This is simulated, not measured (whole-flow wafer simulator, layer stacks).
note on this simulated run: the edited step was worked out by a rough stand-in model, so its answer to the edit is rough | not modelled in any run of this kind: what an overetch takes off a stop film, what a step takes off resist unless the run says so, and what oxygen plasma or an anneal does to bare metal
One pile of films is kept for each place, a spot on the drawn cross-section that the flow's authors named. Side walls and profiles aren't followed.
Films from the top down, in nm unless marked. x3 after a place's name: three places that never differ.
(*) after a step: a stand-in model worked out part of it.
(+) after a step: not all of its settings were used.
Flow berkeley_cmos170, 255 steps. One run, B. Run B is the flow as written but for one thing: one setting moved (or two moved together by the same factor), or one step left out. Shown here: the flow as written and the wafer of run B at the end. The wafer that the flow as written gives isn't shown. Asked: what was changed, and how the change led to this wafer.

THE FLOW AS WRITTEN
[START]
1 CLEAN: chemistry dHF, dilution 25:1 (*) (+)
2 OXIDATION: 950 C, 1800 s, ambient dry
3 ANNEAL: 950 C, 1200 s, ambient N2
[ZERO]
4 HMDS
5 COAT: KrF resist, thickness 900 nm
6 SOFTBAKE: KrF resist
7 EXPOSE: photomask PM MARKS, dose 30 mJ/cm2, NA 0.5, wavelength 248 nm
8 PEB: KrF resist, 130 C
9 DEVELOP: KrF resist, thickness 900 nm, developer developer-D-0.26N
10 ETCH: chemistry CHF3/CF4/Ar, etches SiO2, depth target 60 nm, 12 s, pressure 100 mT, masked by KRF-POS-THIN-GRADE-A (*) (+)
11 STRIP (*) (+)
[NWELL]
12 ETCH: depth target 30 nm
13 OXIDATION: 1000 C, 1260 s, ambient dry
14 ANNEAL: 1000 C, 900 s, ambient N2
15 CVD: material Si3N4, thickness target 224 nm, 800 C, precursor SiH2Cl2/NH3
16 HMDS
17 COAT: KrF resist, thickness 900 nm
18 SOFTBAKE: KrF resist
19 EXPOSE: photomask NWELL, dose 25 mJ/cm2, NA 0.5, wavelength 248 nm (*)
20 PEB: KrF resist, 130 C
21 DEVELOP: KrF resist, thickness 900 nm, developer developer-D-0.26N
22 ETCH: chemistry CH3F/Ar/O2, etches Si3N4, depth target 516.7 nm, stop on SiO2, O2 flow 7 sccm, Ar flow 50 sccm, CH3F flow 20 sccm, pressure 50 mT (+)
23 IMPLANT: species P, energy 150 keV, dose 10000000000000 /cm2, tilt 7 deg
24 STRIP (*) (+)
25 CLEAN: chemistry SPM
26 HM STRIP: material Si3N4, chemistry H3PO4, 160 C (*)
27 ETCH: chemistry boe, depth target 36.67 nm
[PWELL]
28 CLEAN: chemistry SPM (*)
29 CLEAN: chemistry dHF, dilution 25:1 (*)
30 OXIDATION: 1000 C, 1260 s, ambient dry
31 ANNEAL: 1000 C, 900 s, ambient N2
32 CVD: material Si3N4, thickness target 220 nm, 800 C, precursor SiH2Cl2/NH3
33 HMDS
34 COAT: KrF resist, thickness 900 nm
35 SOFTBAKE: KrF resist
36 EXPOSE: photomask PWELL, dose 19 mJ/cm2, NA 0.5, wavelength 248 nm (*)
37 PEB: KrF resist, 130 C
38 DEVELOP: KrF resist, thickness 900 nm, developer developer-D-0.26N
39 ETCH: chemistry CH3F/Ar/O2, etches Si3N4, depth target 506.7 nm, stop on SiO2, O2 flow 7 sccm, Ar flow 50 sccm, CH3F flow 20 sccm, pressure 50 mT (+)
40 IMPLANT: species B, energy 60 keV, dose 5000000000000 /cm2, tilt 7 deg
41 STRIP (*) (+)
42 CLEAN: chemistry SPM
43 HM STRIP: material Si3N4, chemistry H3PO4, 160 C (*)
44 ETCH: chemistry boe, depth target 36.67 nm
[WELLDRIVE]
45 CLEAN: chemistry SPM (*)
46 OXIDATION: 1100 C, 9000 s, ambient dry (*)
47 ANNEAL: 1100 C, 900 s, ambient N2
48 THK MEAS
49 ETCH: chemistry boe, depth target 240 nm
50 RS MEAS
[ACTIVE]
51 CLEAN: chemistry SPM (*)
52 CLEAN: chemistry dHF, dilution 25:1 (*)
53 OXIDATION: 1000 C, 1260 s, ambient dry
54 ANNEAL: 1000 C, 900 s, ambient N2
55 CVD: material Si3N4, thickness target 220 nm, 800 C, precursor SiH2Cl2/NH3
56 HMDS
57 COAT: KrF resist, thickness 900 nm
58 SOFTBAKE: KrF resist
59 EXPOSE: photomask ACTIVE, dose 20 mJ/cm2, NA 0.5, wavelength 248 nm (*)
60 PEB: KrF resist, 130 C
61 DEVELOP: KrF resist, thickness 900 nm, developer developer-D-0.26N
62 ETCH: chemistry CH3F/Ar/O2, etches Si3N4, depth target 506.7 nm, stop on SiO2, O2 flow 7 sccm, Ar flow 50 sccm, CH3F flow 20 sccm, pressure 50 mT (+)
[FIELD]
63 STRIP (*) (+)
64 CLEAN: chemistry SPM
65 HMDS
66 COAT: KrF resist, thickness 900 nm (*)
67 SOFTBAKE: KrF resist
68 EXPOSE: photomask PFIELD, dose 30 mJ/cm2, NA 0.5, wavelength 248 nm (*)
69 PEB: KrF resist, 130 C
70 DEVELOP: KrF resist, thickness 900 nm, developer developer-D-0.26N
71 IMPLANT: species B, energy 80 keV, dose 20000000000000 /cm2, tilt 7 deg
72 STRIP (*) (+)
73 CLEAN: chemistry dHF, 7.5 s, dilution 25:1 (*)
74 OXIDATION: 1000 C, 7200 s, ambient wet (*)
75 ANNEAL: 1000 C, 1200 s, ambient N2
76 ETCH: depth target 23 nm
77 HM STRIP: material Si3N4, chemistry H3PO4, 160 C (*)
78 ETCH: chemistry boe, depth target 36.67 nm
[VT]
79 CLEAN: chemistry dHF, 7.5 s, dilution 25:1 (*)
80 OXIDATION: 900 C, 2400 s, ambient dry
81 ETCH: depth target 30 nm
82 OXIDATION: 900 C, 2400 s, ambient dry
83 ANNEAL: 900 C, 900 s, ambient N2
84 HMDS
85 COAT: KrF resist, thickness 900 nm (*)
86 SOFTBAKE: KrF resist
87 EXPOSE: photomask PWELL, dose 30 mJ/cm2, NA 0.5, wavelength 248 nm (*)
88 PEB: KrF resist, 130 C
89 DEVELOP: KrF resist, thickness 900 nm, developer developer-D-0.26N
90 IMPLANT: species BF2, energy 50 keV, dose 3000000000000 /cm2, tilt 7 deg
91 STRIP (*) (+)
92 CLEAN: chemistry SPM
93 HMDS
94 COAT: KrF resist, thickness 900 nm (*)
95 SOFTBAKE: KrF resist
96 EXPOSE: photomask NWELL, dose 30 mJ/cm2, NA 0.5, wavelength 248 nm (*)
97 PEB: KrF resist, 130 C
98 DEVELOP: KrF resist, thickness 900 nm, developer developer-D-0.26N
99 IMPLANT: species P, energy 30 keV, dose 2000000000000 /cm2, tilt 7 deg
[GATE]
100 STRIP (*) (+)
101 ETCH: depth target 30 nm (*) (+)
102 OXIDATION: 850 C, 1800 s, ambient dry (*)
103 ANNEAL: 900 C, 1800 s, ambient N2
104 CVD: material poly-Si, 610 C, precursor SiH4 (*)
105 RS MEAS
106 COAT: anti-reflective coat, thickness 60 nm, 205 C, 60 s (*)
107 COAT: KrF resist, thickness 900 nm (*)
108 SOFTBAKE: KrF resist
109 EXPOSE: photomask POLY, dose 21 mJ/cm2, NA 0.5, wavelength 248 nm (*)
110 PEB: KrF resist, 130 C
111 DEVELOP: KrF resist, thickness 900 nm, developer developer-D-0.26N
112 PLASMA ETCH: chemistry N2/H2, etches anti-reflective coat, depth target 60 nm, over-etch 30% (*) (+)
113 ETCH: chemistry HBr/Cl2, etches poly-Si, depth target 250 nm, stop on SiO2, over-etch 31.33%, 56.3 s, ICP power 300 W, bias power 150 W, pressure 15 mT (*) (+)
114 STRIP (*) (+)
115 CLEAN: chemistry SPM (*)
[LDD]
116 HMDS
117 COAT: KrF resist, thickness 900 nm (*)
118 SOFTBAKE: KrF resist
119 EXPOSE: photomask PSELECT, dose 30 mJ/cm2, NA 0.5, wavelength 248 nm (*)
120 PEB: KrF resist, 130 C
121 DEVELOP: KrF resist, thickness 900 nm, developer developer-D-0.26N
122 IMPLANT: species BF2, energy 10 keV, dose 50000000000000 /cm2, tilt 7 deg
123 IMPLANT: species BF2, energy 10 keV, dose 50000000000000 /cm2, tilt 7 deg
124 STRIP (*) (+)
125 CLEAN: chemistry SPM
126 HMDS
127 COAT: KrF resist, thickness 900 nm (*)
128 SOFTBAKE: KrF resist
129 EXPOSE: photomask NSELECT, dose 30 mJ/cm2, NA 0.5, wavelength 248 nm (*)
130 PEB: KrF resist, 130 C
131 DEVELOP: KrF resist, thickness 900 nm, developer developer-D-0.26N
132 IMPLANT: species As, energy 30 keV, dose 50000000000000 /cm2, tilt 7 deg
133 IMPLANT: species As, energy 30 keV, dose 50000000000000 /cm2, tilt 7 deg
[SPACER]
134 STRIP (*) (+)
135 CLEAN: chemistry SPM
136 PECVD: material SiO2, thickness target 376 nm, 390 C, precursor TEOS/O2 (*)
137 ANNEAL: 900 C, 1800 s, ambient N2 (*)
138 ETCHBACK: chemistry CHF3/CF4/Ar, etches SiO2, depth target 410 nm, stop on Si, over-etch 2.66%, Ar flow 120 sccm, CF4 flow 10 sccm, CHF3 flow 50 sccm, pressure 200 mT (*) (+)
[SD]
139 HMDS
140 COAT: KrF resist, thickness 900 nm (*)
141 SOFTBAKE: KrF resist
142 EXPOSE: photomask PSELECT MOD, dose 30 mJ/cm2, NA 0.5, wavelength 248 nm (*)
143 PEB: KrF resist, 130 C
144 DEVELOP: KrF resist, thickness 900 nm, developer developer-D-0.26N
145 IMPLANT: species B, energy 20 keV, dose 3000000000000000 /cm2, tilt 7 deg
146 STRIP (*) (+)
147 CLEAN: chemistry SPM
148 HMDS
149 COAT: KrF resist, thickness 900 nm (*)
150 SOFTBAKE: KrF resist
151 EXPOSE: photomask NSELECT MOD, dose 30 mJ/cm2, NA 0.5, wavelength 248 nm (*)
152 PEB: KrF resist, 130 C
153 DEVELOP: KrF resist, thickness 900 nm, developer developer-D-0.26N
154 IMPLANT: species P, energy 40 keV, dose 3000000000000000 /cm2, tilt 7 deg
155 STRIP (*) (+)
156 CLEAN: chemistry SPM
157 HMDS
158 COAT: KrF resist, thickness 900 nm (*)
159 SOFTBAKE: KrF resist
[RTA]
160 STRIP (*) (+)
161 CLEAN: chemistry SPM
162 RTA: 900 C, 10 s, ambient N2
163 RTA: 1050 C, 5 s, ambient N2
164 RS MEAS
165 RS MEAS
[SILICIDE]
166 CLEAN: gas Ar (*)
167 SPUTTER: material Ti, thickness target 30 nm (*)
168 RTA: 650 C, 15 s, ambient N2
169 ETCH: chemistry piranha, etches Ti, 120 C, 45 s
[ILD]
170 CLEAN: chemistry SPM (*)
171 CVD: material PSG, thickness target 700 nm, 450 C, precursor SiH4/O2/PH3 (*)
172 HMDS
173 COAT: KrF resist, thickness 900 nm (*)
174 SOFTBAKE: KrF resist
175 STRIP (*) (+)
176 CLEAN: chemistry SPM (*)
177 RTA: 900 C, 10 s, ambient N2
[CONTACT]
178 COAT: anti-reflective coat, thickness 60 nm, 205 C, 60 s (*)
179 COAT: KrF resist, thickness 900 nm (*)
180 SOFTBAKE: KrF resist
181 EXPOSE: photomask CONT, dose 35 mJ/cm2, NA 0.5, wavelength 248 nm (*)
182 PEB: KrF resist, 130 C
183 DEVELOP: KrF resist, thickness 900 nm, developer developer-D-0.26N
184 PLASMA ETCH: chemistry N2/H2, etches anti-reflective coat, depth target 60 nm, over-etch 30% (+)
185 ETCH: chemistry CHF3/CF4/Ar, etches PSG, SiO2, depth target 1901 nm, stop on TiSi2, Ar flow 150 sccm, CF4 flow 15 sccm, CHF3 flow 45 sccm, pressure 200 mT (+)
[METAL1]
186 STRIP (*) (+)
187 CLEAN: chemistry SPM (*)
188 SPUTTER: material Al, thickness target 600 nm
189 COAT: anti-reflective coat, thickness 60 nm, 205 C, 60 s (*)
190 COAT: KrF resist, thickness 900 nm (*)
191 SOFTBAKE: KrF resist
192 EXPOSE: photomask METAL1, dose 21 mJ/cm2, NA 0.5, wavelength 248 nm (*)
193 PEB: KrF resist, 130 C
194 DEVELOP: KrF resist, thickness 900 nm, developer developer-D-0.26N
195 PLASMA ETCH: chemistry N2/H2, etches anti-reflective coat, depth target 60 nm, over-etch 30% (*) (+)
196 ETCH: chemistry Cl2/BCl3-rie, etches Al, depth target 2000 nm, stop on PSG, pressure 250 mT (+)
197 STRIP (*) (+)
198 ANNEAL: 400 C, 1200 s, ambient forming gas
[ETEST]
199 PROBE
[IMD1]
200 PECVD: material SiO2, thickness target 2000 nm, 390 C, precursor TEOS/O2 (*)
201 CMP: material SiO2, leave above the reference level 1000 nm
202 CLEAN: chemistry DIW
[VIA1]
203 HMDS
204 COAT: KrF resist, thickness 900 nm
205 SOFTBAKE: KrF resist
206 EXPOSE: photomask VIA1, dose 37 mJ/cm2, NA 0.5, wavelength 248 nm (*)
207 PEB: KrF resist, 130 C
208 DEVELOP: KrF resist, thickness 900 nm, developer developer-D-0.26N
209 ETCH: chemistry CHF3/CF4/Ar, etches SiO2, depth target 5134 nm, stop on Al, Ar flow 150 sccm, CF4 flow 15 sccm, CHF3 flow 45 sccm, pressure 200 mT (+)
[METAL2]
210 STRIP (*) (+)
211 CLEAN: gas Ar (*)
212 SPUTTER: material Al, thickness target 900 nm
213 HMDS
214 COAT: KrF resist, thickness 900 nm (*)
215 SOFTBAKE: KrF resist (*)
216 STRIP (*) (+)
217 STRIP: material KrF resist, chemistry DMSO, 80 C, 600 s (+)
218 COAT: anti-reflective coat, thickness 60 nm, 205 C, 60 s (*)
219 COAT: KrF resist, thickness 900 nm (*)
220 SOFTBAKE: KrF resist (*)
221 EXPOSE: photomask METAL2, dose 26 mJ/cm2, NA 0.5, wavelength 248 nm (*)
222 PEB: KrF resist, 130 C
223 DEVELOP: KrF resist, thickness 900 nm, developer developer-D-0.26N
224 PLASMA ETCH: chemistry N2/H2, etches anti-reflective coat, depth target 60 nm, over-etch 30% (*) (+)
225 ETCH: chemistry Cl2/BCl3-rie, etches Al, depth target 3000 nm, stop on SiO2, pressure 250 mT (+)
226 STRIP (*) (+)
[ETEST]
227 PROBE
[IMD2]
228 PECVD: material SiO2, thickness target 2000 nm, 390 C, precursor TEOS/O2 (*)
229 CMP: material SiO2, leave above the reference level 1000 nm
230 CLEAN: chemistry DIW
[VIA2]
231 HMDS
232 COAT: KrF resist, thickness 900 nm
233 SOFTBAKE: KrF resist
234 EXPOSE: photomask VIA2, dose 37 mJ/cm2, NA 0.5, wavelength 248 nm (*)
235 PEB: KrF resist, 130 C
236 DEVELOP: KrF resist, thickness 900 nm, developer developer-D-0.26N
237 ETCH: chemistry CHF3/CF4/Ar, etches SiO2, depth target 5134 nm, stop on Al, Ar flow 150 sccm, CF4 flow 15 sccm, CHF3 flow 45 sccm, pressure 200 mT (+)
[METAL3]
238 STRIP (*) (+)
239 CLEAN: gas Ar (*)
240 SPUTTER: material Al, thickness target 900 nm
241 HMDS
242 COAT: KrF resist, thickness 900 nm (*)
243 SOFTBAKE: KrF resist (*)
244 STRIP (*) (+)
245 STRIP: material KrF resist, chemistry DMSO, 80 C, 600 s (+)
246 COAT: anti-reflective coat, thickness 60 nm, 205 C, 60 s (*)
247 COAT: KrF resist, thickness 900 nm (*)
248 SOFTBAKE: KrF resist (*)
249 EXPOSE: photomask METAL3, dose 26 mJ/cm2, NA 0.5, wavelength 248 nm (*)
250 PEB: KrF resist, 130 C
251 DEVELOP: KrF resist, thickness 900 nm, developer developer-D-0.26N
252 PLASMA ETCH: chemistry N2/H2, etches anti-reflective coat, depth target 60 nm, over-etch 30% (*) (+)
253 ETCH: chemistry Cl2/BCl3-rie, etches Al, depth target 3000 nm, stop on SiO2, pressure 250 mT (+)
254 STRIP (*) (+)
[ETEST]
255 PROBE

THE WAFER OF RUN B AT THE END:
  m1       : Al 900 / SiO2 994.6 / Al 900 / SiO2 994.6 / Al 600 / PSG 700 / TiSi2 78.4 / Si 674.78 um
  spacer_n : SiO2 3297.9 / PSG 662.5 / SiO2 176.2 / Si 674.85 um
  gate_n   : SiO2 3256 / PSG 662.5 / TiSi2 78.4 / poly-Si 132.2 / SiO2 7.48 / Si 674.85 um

The cause: step 167, SPUTTER: thickness target 45 nm was run, where the flow has thickness target 30 nm.

How the change led to this, step by step:
  167 SPUTTER: material Ti, thickness target 30 nm (*)
      field, sd_n, spacer_n and 9 more: Ti +45 (new film) (as written it would be: Ti +30 (new film))
  168 RTA: 650 C, 15 s, ambient N2
      sd_n, sd_p, contact, m1, via1, m2, via2: Ti -32.8, TiSi first +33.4 (new film), TiSi2 C49 +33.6 (new film), Si -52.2 (as written it would be: Ti -23.4, TiSi first +6.2 (new film), TiSi2 C49 +50.3 (new film), Si -49)
      gate_n, gate_p: Ti -32.8, TiSi first +33.4 (new film), TiSi2 C49 +33.6 (new film), poly-Si -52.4 (as written it would be: Ti -23.4, TiSi first +6.2 (new film), TiSi2 C49 +50.3 (new film), poly-Si -49.2)
  169 ETCH: chemistry piranha, etches Ti, 120 C, 45 s
      sd_n, gate_n, sd_p and 6 more: Ti -12.2 (all of it), TiSi first -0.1 (as written it would be: Ti -6.6 (all of it), TiSi first -0.1)
      field, spacer_n, spacer_p: Ti -45 (all of it) (as written it would be: Ti -30 (all of it))
  177 RTA: 900 C, 10 s, ambient N2
      sd_n, sd_p, contact, m1, via1, m2, via2: under 1 film: TiSi2 +78.4 (new film), TiSi first -33.3 (all of it), TiSi2 C49 -33.6 (all of it), Si -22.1 (as written it would be: under 1 film: TiSi2 +55.9 (new film), TiSi first -6.09 (all of it), TiSi2 C49 -50.3 (all of it), Si -4.05)
      gate_n, gate_p: under 1 film: TiSi2 +78.4 (new film), TiSi first -33.3 (all of it), TiSi2 C49 -33.6 (all of it), poly-Si -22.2 (as written it would be: under 1 film: TiSi2 +55.9 (new film), TiSi first -6.09 (all of it), TiSi2 C49 -50.3 (all of it), poly-Si -4.06)
